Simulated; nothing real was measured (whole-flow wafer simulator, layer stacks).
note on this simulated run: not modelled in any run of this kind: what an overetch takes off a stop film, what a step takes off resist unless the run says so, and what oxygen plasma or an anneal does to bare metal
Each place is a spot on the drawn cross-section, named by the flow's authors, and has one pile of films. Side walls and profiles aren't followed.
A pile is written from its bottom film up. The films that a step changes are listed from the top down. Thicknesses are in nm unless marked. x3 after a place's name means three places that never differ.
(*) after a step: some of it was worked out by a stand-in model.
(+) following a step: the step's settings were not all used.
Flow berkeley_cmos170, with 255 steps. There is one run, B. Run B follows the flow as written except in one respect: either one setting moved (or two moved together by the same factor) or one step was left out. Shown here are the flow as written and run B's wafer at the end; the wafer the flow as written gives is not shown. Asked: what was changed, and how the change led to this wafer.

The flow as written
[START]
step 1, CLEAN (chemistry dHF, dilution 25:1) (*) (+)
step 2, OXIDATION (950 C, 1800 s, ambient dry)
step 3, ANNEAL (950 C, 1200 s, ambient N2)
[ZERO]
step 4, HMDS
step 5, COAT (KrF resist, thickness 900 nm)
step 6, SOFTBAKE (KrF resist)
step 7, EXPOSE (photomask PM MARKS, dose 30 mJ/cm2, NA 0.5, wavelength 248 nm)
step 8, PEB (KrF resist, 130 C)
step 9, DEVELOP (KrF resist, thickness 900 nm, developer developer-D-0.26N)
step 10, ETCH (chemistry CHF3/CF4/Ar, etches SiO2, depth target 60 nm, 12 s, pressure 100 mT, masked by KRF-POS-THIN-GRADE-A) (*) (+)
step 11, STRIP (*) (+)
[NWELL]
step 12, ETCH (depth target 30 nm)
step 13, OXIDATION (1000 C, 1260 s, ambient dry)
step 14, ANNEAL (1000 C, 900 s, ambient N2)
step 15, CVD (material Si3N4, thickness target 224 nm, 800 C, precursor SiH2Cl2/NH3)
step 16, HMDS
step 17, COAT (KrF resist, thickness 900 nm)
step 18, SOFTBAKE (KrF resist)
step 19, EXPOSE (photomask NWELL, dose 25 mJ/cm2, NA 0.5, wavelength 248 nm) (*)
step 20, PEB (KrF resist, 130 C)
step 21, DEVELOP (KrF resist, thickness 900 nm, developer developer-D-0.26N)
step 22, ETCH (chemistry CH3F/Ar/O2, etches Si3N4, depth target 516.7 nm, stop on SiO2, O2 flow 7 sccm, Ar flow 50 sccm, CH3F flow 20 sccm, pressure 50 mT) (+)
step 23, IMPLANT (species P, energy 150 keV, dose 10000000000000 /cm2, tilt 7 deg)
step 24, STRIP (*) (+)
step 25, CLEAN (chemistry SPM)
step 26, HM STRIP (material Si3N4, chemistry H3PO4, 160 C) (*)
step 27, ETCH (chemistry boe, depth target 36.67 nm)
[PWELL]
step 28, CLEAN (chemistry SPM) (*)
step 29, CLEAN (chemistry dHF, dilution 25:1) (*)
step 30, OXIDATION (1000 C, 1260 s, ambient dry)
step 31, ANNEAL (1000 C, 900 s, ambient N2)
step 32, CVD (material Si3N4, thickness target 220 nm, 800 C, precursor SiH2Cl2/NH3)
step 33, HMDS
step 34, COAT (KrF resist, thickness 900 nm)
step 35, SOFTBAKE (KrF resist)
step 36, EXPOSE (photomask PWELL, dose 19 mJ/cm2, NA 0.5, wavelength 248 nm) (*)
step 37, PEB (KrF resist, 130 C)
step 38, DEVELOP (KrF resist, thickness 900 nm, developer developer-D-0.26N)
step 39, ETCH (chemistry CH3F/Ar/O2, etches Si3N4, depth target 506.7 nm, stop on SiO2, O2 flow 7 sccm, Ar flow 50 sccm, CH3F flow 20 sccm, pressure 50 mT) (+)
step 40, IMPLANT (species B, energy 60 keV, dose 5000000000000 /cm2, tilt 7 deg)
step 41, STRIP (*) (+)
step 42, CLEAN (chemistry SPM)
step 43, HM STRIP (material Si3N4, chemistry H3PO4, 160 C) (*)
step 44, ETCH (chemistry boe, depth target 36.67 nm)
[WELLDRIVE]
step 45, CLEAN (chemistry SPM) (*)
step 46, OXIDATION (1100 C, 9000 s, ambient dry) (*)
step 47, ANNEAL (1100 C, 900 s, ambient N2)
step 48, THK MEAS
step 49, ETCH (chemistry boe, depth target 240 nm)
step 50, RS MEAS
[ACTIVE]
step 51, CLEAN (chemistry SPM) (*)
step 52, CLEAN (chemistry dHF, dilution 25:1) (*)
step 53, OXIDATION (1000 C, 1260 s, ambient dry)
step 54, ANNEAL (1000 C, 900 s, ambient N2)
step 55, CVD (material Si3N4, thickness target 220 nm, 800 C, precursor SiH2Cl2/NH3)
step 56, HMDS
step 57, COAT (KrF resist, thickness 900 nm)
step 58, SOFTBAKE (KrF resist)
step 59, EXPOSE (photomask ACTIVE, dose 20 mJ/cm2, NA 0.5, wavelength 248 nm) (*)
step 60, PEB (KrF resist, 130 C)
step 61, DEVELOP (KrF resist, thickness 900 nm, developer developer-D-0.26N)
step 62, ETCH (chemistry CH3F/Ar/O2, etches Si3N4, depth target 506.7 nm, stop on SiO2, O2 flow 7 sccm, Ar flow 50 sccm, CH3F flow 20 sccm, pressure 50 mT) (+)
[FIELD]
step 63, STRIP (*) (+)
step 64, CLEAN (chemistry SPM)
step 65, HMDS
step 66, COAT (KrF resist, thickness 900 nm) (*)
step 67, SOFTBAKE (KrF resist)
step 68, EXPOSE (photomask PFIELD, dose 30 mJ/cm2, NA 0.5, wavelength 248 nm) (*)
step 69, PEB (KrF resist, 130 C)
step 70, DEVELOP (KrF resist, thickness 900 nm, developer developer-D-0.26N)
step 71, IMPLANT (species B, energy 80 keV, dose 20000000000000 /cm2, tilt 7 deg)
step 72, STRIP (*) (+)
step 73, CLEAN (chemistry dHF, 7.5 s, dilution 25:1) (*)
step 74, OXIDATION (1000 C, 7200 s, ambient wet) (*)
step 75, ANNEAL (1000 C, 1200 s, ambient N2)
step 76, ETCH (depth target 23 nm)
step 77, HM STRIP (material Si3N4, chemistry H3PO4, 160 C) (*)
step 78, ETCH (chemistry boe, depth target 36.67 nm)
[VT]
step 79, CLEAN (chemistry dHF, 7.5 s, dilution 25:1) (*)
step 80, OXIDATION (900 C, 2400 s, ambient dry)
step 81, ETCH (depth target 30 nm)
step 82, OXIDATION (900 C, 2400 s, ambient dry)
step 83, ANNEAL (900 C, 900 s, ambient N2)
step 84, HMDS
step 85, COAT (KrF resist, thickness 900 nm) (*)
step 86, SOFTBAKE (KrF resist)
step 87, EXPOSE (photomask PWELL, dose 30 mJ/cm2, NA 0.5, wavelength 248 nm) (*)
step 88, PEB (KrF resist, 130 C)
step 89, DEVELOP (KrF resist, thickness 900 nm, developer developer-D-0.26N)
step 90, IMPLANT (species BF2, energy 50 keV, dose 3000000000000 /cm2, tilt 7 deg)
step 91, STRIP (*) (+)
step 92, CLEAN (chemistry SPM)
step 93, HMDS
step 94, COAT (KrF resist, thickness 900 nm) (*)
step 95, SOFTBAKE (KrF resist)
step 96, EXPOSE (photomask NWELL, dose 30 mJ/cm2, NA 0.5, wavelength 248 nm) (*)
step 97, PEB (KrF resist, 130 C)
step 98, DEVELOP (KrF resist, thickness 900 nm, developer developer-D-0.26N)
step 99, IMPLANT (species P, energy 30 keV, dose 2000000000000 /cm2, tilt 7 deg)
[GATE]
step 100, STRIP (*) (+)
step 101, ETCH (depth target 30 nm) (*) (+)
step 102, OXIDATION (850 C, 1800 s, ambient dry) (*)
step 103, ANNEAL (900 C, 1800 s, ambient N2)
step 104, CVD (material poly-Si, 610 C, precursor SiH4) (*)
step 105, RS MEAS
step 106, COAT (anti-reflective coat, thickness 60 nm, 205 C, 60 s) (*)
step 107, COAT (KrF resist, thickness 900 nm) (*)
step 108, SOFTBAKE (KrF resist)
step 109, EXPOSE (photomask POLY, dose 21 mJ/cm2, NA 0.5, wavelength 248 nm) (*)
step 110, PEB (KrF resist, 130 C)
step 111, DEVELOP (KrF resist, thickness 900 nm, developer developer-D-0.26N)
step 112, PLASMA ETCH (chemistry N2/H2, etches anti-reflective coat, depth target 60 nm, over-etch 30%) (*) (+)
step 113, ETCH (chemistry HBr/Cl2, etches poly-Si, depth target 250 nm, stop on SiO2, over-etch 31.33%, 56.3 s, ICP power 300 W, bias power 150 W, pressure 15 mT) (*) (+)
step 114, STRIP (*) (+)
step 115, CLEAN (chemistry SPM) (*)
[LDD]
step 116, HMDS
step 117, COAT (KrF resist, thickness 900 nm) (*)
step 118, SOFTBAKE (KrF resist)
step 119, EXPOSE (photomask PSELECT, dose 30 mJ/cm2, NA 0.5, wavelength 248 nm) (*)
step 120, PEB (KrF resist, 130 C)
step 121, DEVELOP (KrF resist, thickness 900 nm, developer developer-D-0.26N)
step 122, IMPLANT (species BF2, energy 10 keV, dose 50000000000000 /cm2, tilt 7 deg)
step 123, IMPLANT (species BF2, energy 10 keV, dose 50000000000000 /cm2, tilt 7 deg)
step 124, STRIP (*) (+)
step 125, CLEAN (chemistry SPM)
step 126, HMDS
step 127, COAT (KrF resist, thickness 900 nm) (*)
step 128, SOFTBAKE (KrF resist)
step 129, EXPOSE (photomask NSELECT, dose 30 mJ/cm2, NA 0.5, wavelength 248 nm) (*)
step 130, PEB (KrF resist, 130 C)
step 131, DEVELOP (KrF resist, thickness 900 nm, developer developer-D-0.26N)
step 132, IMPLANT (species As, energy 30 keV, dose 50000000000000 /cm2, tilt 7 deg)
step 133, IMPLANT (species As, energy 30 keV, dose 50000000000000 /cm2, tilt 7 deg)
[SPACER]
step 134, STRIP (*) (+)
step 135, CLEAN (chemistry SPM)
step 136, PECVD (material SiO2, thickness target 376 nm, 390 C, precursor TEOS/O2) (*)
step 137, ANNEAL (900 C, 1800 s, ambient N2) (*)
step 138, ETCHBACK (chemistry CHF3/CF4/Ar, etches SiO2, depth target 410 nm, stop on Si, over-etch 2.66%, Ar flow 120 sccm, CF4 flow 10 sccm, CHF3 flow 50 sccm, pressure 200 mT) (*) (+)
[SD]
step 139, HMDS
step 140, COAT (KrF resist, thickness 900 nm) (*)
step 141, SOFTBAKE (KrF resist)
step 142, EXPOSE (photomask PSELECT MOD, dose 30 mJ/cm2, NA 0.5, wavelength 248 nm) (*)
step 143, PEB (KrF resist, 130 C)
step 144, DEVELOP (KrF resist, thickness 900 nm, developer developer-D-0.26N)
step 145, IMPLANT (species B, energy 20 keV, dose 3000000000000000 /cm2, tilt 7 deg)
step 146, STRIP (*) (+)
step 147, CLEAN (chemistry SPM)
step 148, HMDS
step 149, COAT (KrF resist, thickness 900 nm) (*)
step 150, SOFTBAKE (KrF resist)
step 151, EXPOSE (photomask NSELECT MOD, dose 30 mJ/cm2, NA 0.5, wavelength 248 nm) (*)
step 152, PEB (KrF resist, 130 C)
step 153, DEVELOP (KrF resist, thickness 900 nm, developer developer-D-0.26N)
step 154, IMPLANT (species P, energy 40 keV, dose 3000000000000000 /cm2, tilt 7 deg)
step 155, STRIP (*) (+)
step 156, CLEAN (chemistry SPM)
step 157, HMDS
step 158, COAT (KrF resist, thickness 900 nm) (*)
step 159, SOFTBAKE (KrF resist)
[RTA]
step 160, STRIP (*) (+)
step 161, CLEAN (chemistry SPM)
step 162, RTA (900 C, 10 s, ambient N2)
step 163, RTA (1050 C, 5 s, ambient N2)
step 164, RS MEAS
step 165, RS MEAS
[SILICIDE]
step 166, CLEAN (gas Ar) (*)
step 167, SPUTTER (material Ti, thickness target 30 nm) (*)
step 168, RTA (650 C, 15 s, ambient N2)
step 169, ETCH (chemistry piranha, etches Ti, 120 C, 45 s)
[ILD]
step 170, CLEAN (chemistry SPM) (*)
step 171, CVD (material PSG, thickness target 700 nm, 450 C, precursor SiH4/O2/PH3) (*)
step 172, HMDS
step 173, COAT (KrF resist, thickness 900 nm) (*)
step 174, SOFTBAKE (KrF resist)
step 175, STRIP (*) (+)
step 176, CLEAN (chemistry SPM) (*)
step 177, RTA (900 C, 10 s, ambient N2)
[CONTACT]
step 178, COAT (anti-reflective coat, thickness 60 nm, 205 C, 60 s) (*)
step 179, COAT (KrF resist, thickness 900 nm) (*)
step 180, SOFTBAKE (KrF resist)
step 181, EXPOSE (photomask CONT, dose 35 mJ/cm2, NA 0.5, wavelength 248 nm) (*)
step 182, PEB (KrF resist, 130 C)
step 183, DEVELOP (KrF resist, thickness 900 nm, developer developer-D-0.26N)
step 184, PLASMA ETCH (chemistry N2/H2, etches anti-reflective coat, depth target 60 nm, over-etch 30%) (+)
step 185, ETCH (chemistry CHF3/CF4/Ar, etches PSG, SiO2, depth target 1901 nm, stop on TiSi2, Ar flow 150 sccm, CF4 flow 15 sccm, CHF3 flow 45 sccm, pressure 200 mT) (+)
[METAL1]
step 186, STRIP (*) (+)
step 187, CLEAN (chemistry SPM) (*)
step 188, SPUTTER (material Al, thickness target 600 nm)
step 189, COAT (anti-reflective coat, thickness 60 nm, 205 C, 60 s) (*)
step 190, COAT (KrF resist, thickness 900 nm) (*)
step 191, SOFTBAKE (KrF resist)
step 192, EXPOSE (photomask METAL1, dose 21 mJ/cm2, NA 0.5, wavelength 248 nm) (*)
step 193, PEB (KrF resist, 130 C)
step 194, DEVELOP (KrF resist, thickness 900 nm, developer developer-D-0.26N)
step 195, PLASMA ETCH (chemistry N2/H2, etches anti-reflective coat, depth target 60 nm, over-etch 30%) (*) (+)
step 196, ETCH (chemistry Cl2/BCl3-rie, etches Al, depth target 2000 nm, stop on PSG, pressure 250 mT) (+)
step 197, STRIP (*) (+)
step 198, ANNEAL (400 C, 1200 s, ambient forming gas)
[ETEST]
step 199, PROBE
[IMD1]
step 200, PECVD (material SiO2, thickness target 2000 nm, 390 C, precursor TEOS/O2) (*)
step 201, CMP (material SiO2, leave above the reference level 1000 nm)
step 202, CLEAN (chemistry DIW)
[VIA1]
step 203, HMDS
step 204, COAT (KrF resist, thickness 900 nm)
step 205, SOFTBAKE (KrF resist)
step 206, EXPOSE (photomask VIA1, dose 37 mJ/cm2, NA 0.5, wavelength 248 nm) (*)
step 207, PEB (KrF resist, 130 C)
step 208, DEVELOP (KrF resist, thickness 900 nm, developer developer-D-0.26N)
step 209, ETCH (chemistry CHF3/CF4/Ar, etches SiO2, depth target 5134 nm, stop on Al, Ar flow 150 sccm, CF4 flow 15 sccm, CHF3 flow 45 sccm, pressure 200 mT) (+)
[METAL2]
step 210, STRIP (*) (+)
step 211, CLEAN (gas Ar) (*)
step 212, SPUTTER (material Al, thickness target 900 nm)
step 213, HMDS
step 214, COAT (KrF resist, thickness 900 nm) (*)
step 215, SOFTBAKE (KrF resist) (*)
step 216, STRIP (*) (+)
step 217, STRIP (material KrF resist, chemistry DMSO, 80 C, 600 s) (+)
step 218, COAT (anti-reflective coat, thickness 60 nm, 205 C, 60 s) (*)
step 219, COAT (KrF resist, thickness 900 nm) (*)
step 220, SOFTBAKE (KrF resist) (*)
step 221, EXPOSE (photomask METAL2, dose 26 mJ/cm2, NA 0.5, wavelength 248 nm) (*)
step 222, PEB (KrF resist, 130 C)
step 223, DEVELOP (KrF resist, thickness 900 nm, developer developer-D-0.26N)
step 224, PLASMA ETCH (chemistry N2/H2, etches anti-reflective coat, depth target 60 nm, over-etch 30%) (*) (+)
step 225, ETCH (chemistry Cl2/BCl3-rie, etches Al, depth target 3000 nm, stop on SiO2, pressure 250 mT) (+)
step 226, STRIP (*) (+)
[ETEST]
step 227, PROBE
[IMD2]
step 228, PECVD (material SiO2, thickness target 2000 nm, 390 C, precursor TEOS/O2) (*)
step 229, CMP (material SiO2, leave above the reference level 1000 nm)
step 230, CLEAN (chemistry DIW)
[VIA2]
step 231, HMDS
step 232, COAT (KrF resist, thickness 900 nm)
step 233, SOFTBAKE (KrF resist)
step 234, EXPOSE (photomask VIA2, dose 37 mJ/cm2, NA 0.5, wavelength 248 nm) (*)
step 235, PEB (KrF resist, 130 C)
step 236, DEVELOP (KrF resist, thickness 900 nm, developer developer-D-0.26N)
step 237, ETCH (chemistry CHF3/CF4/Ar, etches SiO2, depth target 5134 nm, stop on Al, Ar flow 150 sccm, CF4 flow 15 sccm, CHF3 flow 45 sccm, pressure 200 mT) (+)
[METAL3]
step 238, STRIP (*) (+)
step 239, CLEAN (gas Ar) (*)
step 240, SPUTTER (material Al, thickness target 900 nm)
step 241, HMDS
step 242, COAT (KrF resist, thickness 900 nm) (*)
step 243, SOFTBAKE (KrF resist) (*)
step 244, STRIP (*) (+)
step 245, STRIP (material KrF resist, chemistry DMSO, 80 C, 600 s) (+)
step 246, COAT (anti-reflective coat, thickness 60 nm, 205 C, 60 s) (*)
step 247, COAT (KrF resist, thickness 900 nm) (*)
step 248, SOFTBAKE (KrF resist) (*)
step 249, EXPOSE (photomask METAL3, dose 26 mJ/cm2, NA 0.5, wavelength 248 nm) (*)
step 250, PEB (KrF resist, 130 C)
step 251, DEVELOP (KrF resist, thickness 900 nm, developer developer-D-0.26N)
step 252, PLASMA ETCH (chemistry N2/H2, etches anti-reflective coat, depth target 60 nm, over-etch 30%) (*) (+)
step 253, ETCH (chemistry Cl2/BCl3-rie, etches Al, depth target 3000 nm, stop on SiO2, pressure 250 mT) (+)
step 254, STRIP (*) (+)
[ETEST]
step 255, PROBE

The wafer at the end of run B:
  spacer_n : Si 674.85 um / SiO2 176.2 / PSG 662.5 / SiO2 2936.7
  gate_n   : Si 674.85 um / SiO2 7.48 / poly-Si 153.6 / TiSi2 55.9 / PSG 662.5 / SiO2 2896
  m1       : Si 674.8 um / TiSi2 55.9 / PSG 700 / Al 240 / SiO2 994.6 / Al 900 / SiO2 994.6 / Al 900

Cause: step 188, SPUTTER: thickness target 240 nm was run, whereas the flow has thickness target 600 nm.
One can read it off the wafer: m1 has Al 240, and step 188 as written asks for 600 nm.

How this came from the change, step by step:
  step 188, SPUTTER (material Al, thickness target 600 nm)
      field, sd_n, spacer_n and 7 more: +240 Al (new film) (as written it would have been: +600 Al (new film))
      sd_p: +222.7 Al (new film) (as written it would have been: +573.8 Al (new film))
      (also at 1 further place)
  step 189, COAT (anti-reflective coat, thickness 60 nm, 205 C, 60 s) (*)
      sd_n: +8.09 anti-reflective coat (new film) (as written it would have been: +17.7 anti-reflective coat (new film))
      contact: +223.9 anti-reflective coat (new film) (as written it would have been: +261.9 anti-reflective coat (new film))
      (also at 1 further place)
  step 190, COAT (KrF resist, thickness 900 nm) (*)
      contact: +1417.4 KrF resist (new film) (as written it would have been: +1495.4 KrF resist (new film))
  step 195, PLASMA ETCH (chemistry N2/H2, etches anti-reflective coat, depth target 60 nm, over-etch 30%) (*) (+)
      sd_n: -8.09 anti-reflective coat (all of it) (as written it would have been: -17.7 anti-reflective coat (all of it))
  step 196, ETCH (chemistry Cl2/BCl3-rie, etches Al, depth target 2000 nm, stop on PSG, pressure 250 mT) (+)
      field, sd_n, spacer_n, gate_n, spacer_p, gate_p: -240 Al (all of it), -37.5 PSG (as written it would have been: -600 Al (all of it), -37.5 PSG)
      contact, m1, via1, m2, via2: -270 KrF resist (as written it would have been: -450 KrF resist)
      (also at 1 further place)
  step 197, STRIP (*) (+)
      contact: -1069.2 KrF resist (all of it), -223.9 anti-reflective coat (all of it) (as written it would have been: -966.1 KrF resist (all of it), -261.9 anti-reflective coat (all of it))
      m1: -584.2 KrF resist (all of it), -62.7 anti-reflective coat (all of it) (as written it would have been: -404.7 KrF resist (all of it), -63 anti-reflective coat (all of it))
      (also at 3 further places)
  step 201, CMP (material SiO2, leave above the reference level 1000 nm)
      spacer_n, spacer_p: -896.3 SiO2 (as written it would have been: -536.3 SiO2)
      gate_n, gate_p: -937.1 SiO2 (as written it would have been: -577.1 SiO2)
      (also at 4 further places)
